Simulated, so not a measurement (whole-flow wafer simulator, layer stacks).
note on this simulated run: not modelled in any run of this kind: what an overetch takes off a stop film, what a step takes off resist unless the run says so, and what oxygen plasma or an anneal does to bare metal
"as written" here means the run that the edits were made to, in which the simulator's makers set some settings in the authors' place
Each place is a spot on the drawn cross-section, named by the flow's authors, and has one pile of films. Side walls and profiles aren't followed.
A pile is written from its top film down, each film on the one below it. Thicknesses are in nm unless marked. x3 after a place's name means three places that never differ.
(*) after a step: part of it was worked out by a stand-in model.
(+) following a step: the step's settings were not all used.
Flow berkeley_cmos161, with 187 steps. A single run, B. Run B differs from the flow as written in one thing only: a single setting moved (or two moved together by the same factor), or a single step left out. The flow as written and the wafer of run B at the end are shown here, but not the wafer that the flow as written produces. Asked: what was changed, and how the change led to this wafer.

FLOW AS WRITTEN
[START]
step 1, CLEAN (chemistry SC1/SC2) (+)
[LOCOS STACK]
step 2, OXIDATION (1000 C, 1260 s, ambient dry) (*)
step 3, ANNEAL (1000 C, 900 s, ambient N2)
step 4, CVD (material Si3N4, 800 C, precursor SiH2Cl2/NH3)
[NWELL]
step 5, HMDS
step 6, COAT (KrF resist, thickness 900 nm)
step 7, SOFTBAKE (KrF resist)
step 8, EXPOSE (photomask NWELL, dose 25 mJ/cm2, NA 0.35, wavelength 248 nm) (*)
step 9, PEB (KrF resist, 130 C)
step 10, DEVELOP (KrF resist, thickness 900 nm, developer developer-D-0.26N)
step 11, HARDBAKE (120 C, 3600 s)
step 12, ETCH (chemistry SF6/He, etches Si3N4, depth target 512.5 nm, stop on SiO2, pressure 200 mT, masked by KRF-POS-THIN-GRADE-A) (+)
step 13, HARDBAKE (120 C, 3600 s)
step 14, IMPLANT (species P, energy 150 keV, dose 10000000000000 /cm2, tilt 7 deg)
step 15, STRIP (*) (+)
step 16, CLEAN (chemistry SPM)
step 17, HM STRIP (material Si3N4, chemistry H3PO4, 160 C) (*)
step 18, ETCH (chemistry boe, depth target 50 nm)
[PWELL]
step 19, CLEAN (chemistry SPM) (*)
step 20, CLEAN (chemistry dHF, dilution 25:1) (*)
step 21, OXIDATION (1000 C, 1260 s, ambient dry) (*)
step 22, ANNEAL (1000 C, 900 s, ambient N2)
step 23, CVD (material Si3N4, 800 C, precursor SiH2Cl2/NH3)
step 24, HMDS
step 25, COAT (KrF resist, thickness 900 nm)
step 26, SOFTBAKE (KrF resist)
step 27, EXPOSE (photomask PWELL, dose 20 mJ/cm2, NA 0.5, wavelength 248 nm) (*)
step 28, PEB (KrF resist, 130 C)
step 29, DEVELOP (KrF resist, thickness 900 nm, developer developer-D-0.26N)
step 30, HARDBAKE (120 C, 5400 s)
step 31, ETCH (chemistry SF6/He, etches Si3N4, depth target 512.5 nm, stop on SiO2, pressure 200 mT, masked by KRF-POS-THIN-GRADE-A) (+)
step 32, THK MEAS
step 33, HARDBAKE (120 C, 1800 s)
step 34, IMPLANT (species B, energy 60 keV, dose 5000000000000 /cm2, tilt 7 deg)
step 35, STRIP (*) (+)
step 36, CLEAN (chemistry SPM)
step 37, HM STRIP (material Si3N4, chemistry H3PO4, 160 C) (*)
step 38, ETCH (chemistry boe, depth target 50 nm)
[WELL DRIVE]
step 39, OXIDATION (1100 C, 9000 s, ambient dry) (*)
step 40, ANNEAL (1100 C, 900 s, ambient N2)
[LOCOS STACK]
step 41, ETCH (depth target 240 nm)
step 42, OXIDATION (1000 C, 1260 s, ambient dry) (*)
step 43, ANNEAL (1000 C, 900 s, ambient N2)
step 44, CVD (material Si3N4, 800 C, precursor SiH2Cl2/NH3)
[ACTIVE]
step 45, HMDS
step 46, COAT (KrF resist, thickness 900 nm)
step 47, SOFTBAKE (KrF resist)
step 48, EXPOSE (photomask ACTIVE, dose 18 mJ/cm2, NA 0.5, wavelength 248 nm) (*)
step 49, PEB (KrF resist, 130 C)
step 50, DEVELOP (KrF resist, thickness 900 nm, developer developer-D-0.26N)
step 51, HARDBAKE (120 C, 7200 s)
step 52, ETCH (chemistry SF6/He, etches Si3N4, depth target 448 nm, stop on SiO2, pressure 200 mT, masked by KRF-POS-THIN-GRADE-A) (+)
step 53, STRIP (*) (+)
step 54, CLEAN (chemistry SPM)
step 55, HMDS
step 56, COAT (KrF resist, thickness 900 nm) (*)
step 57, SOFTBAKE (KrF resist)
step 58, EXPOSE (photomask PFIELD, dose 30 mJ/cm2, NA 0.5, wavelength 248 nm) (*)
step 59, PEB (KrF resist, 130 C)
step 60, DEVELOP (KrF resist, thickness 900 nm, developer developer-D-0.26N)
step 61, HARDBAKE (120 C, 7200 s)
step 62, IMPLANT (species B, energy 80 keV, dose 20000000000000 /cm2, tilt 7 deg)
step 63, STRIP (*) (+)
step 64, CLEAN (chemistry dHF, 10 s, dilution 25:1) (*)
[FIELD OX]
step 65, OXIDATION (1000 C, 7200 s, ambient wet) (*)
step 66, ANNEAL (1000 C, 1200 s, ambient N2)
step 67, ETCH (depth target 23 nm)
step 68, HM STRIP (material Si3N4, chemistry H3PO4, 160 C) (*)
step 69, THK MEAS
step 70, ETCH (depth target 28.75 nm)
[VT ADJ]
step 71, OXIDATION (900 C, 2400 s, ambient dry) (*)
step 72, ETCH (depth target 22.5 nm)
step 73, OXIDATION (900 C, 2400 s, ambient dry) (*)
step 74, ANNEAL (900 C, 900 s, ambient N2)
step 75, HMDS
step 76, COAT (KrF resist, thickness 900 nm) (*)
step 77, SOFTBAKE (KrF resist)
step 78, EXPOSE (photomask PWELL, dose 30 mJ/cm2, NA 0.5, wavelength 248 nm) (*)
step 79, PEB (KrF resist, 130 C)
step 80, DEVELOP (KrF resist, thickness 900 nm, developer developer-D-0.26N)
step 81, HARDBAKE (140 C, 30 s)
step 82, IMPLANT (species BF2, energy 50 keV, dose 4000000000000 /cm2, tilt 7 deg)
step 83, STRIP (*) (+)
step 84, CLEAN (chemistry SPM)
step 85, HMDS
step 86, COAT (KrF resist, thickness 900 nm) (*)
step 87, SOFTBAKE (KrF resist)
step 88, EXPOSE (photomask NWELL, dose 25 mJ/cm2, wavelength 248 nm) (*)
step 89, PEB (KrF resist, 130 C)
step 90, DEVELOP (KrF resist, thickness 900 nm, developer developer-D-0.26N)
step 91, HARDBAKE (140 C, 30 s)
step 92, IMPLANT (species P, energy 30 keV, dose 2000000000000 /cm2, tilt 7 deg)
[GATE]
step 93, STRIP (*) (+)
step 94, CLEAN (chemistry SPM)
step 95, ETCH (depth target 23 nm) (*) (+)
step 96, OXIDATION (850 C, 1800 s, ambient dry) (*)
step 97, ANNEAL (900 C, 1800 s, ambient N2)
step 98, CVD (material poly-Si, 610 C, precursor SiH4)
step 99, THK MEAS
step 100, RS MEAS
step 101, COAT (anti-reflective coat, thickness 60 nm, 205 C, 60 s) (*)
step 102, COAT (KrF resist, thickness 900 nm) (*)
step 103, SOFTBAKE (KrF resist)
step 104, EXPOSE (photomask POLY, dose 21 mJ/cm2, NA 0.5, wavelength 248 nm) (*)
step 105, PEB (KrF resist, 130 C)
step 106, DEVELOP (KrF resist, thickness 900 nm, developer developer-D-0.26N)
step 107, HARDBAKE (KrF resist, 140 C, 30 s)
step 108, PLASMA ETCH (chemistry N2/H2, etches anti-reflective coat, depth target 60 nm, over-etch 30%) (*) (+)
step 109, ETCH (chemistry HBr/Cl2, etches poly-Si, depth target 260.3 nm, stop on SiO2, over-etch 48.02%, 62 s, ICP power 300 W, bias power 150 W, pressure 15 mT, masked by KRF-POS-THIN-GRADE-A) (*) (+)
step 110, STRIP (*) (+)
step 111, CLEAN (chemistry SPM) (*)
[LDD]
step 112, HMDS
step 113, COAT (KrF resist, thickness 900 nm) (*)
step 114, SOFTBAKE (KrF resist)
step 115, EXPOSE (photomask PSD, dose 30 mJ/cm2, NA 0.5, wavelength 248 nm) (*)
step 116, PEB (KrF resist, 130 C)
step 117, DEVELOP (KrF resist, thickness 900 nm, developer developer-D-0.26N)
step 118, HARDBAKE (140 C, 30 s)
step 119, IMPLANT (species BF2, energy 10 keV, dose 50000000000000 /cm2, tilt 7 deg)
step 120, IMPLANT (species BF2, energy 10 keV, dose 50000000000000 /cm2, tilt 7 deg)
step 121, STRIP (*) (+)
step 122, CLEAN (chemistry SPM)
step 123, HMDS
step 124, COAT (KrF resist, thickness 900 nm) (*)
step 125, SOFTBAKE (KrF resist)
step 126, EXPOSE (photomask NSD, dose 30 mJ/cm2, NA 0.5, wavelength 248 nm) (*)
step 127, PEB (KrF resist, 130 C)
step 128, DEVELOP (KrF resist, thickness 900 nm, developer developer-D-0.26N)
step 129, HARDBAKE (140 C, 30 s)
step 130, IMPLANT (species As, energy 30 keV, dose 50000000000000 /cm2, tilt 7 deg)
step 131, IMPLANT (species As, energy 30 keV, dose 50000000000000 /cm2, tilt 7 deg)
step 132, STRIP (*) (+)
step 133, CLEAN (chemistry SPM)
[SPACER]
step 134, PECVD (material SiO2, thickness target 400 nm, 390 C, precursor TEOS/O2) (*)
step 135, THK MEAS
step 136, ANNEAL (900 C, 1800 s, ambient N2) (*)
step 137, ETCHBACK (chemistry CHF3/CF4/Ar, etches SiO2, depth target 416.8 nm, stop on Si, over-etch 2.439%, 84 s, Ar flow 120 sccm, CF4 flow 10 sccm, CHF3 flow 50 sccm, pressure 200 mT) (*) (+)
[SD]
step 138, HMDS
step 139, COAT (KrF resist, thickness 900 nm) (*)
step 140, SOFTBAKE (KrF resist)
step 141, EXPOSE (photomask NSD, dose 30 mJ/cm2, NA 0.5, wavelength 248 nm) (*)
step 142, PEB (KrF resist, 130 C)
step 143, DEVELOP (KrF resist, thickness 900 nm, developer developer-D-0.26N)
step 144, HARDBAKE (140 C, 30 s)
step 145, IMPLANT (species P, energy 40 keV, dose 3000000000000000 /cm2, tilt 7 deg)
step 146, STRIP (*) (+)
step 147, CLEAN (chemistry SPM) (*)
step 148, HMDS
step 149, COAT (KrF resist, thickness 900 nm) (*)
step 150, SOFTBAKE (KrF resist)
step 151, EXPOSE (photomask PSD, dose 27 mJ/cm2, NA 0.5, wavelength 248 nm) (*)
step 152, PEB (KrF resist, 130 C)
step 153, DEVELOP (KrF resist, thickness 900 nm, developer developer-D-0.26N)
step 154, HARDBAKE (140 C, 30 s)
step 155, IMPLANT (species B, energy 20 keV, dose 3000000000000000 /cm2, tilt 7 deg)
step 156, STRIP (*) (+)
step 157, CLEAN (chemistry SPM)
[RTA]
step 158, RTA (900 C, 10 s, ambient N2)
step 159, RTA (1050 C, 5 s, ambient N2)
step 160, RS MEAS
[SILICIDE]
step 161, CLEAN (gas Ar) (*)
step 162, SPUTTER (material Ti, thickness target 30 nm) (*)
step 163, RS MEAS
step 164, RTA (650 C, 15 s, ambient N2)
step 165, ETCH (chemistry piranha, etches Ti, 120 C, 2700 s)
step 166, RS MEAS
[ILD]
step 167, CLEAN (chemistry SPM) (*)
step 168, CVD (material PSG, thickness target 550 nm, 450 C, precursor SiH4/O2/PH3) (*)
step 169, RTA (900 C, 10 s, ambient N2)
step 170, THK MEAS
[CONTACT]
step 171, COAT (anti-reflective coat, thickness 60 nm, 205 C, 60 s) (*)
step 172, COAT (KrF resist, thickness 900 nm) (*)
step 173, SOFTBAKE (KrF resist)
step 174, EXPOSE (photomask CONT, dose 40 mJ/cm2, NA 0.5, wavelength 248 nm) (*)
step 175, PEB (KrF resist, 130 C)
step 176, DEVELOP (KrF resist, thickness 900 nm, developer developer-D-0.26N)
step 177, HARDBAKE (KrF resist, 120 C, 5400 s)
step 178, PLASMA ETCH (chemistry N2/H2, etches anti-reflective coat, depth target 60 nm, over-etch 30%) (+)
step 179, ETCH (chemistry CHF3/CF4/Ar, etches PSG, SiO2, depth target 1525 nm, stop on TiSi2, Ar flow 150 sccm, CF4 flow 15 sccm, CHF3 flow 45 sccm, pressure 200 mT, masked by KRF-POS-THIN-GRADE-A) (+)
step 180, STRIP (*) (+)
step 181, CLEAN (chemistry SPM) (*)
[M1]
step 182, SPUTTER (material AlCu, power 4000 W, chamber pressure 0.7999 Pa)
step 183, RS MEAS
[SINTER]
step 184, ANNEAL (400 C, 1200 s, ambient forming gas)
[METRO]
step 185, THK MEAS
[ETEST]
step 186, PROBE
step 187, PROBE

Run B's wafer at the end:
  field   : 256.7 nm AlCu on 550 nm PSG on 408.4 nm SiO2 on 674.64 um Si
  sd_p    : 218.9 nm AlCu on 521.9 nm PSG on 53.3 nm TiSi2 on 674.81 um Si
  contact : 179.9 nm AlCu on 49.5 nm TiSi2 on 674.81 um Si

The reason: step 182, SPUTTER: chamber pressure 0.9571 Pa was run, though the flow has chamber pressure 0.7999 Pa.

Step by step, how the change led to this:
  step 182, SPUTTER (material AlCu, power 4000 W, chamber pressure 0.7999 Pa)
      field, sd_n, spacer_n, gate_n, spacer_p, gate_p, m1: AlCu gains 256.7 (new film) (it would be, as written: AlCu gains 275.8 (new film))
      sd_p: AlCu gains 218.9 (new film) (it would be, as written: AlCu gains 234.7 (new film))
      (also at 1 further place)
